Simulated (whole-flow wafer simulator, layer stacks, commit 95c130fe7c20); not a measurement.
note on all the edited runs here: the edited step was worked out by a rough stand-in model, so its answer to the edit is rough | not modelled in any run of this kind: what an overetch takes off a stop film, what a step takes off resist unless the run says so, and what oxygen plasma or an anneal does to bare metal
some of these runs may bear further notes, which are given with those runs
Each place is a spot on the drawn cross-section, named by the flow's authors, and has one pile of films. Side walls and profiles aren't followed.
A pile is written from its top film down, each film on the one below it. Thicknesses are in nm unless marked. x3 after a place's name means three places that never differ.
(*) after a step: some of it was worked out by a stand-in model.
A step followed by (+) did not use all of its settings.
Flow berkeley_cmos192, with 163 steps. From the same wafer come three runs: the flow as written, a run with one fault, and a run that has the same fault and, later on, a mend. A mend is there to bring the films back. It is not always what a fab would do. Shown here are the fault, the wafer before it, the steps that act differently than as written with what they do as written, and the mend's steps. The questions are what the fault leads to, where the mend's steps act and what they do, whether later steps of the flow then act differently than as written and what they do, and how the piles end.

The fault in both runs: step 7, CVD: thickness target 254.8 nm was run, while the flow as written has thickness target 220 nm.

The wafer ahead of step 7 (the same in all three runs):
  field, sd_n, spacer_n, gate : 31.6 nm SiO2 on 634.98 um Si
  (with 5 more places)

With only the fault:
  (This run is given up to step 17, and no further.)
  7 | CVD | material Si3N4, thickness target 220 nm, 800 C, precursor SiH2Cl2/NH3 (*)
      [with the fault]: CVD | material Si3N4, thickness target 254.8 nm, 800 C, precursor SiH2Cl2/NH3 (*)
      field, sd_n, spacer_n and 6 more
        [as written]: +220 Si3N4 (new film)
        [with the fault]: +254.8 Si3N4 (new film)
  Steps further on in the flow that do not act as written:
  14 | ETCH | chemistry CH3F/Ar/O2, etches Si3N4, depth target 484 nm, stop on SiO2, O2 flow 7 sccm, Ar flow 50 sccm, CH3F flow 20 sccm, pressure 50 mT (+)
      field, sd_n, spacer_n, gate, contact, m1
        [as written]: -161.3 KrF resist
        [with the fault]: -184.5 KrF resist
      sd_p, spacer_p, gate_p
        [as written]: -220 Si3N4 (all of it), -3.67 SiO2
        [with the fault]: -254.8 Si3N4 (all of it), -3.67 SiO2
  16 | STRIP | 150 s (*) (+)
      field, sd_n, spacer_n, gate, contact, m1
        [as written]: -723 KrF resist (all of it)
        [with the fault]: -699.8 KrF resist (all of it)
  The piles after step 17 differ from the flow's at field, sd_n, spacer_n, gate, contact, m1 by more than 2% or 0.5 nm, whichever is larger.
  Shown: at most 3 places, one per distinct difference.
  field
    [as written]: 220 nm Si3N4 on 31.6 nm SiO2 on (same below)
    [with the fault]: 254.8 nm Si3N4 on 31.6 nm SiO2 on (same below)

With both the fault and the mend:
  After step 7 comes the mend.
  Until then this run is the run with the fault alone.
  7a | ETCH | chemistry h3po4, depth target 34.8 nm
      field, sd_n, spacer_n and 6 more
        -34.8 Si3N4
  Later steps of the flow that are run all act as written at every place that is followed.
  The piles end the same as the flow's at every place that both follow.
